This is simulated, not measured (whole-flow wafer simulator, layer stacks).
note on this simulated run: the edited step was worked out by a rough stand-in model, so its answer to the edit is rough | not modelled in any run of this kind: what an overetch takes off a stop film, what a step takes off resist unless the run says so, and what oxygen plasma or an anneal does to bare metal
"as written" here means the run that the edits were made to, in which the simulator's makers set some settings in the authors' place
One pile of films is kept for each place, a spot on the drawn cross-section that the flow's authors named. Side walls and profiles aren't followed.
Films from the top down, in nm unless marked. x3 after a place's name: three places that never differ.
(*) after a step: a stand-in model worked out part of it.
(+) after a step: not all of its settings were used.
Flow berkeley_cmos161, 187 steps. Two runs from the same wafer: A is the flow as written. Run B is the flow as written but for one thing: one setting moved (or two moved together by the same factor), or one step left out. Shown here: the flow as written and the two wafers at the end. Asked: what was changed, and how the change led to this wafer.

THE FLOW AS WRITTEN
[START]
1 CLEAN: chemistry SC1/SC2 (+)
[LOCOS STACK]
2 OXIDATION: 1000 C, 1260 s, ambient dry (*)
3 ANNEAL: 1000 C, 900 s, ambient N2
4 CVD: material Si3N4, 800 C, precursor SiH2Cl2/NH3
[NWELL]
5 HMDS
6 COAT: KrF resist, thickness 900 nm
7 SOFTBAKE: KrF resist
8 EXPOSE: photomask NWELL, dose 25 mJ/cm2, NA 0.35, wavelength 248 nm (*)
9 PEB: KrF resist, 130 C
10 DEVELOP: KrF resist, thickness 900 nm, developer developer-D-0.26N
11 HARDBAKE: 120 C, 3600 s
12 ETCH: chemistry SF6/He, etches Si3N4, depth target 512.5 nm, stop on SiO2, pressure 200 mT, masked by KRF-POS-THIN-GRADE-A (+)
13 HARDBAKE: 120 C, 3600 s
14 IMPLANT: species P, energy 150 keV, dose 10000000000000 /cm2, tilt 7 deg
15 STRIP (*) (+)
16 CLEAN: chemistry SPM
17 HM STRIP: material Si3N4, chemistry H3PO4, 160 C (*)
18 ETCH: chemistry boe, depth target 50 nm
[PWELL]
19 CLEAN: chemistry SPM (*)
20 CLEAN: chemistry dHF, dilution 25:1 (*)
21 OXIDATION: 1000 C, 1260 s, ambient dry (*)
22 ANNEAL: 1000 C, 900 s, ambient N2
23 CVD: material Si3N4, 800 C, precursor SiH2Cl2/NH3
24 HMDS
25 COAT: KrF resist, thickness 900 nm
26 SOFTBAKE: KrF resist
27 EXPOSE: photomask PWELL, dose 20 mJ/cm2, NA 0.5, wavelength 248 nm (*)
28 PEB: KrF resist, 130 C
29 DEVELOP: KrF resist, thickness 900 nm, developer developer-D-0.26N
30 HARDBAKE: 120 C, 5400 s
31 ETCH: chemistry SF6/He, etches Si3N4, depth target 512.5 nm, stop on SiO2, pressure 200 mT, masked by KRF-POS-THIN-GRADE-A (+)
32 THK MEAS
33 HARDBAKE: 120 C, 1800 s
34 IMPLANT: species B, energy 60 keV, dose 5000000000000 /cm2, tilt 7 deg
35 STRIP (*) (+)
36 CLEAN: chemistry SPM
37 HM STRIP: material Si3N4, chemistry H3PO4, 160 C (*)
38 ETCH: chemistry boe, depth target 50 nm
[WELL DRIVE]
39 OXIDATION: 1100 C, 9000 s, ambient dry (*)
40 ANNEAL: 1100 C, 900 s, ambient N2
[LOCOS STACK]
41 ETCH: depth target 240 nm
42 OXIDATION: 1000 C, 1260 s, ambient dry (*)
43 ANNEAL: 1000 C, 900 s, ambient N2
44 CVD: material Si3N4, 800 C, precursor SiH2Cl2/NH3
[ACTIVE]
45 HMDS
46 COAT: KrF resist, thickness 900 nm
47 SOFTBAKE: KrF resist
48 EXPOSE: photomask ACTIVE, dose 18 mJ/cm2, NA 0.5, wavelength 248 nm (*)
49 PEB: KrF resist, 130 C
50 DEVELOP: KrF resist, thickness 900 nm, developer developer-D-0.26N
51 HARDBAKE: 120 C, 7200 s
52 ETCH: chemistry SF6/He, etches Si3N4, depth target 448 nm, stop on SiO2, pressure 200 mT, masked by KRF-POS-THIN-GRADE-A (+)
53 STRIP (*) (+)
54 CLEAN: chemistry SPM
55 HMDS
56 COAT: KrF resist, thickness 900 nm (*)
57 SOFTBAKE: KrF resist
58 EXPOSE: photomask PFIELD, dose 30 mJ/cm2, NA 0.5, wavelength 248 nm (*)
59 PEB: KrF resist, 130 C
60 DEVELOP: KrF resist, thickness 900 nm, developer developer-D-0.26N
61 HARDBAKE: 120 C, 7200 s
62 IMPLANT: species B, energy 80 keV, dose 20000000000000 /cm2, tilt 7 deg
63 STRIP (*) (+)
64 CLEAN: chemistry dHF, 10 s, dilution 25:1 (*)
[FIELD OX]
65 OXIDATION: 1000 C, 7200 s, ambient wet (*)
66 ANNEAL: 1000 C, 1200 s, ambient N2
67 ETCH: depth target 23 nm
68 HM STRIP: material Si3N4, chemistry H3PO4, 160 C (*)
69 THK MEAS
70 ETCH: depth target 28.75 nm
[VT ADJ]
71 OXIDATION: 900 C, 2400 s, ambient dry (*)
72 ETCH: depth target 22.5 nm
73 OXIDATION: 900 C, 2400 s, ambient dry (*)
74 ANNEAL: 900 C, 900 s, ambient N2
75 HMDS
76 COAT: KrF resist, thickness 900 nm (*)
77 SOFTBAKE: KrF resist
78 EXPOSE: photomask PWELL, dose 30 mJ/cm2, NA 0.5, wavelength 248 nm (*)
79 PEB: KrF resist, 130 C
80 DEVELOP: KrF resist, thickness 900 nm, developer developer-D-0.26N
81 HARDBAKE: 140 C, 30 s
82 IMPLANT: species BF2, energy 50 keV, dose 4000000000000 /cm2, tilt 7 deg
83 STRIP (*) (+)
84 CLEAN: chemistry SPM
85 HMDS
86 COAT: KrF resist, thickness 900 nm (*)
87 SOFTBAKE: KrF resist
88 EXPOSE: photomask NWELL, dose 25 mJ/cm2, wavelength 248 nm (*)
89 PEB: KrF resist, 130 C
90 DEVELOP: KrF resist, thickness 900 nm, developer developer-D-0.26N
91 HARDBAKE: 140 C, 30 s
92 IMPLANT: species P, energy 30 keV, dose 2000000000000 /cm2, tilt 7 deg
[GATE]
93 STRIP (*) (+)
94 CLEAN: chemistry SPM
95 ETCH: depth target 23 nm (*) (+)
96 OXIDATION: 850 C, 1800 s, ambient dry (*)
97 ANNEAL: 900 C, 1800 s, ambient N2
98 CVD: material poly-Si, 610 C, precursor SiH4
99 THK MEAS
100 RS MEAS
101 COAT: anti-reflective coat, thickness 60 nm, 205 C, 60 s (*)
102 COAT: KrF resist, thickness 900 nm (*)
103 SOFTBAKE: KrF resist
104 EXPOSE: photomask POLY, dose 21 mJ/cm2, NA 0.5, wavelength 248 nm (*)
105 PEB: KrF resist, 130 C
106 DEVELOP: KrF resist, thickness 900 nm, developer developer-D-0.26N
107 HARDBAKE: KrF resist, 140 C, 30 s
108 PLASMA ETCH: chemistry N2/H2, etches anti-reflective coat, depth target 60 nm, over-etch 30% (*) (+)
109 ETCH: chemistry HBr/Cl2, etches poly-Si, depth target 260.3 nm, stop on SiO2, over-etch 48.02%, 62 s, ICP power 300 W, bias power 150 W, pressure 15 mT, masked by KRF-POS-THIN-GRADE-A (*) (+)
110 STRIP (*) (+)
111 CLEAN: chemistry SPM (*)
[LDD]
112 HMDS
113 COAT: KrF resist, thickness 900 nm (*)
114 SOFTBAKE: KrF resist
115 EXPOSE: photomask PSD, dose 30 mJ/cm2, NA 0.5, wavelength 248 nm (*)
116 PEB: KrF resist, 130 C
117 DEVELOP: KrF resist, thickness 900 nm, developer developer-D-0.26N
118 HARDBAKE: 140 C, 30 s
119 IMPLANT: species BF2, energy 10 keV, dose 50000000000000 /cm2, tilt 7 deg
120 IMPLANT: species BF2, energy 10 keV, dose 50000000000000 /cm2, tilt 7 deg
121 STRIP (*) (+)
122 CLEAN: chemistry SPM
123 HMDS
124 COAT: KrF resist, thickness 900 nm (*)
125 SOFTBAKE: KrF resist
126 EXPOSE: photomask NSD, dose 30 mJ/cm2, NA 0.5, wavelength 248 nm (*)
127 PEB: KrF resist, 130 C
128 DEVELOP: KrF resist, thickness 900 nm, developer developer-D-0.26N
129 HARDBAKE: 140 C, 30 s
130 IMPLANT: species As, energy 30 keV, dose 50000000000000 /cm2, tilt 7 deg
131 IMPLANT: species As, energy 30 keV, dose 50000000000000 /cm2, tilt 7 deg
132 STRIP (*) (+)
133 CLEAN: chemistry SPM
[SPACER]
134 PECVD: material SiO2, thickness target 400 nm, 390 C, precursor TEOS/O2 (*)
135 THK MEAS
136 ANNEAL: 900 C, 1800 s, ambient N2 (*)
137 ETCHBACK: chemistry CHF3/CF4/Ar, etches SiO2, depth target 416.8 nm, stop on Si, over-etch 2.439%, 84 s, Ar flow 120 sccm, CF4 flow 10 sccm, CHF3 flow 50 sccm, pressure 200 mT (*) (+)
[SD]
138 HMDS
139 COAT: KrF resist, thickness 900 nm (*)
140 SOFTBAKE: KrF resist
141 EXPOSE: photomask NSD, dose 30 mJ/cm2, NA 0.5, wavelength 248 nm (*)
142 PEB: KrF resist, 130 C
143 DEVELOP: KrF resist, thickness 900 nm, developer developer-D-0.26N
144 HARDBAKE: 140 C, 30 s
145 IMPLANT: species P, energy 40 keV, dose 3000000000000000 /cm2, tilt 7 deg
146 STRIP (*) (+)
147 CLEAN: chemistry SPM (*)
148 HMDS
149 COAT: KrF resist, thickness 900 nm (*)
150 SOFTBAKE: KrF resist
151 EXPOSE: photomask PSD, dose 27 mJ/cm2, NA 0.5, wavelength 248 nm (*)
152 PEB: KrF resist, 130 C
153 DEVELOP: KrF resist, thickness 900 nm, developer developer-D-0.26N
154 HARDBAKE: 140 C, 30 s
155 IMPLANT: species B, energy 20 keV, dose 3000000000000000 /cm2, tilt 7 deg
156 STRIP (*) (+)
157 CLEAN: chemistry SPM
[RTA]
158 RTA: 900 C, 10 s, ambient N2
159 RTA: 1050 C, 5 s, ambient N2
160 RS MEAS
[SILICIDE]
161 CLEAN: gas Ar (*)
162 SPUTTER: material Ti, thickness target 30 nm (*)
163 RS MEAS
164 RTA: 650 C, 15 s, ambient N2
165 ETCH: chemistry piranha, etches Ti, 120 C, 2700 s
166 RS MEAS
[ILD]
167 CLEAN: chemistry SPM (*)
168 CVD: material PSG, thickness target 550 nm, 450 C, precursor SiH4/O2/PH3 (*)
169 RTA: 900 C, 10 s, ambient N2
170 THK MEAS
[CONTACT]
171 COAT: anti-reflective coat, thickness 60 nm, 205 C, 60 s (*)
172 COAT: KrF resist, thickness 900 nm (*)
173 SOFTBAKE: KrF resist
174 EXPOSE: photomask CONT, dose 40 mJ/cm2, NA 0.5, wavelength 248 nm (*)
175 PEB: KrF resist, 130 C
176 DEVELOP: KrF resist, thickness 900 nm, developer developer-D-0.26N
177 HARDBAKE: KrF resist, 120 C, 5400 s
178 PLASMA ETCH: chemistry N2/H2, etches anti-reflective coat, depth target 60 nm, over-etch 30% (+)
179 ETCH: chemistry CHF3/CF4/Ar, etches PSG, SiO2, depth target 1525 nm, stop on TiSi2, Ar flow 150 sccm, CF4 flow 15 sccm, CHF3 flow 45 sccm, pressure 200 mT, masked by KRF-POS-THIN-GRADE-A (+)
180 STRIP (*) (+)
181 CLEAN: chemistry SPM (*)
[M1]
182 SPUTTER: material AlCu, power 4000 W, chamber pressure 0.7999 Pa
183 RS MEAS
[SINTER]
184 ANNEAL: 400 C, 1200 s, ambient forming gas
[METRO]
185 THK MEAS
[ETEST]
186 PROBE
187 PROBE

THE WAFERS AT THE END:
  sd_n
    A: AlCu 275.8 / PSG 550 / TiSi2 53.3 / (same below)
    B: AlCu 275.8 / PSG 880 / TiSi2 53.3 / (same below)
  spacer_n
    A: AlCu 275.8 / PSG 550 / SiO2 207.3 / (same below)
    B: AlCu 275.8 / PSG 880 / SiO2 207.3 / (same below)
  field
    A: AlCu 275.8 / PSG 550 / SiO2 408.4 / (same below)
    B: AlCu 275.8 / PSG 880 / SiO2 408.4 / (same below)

The cause: step 168, CVD: thickness target 880 nm was run, where the flow has thickness target 550 nm.
It can be read off the wafer: sd_n has PSG 880, and step 168 as written asks for 550 nm.

How the change led to this, step by step:
  168 CVD: material PSG, thickness target 550 nm, 450 C, precursor SiH4/O2/PH3 (*)
      field, sd_n, spacer_n, gate_n, spacer_p, gate_p, contact, m1: A PSG +550 (new film) | B PSG +880 (new film)
      sd_p: A PSG +521.9 (new film) | B PSG +880 (new film)
  171 COAT: anti-reflective coat, thickness 60 nm, 205 C, 60 s (*)
      field: A anti-reflective coat +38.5 (new film) | B anti-reflective coat +39.7 (new film)
      sd_n: A anti-reflective coat +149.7 (new film) | B anti-reflective coat +155.5 (new film)
      (and at 6 more places)
  178 PLASMA ETCH: chemistry N2/H2, etches anti-reflective coat, depth target 60 nm, over-etch 30% (+)
      field, sd_n, spacer_n, gate_n, sd_p, spacer_p, gate_p, m1: A KrF resist -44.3 | B KrF resist -46.7
      contact: A anti-reflective coat -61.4 (all of it), PSG -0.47 | B anti-reflective coat -64.6 (all of it), PSG -0.5
  179 ETCH: chemistry CHF3/CF4/Ar, etches PSG, SiO2, depth target 1525 nm, stop on TiSi2, Ar flow 150 sccm, CF4 flow 15 sccm, CHF3 flow 45 sccm, pressure 200 mT, masked by KRF-POS-THIN-GRADE-A (+)
      field, sd_n, spacer_n, gate_n, sd_p, spacer_p, gate_p, m1: A KrF resist -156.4 | B KrF resist -238.9
      contact: A PSG -549.5 (all of it), TiSi2 -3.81 | B PSG -879.5 (all of it), TiSi2 -3.81
  180 STRIP (*) (+)
      field: A KrF resist -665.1 (all of it), anti-reflective coat -38.5 (all of it) | B KrF resist -581.6 (all of it), anti-reflective coat -39.7 (all of it)
      sd_n: A KrF resist -692.5 (all of it), anti-reflective coat -149.7 (all of it) | B KrF resist -605.5 (all of it), anti-reflective coat -155.5 (all of it)
      (and at 6 more places)
  182 SPUTTER: material AlCu, power 4000 W, chamber pressure 0.7999 Pa
      sd_p: A AlCu +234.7 (new film) | B AlCu +241 (new film)
      contact: A AlCu +192.2 (new film) | B AlCu +155.6 (new film)
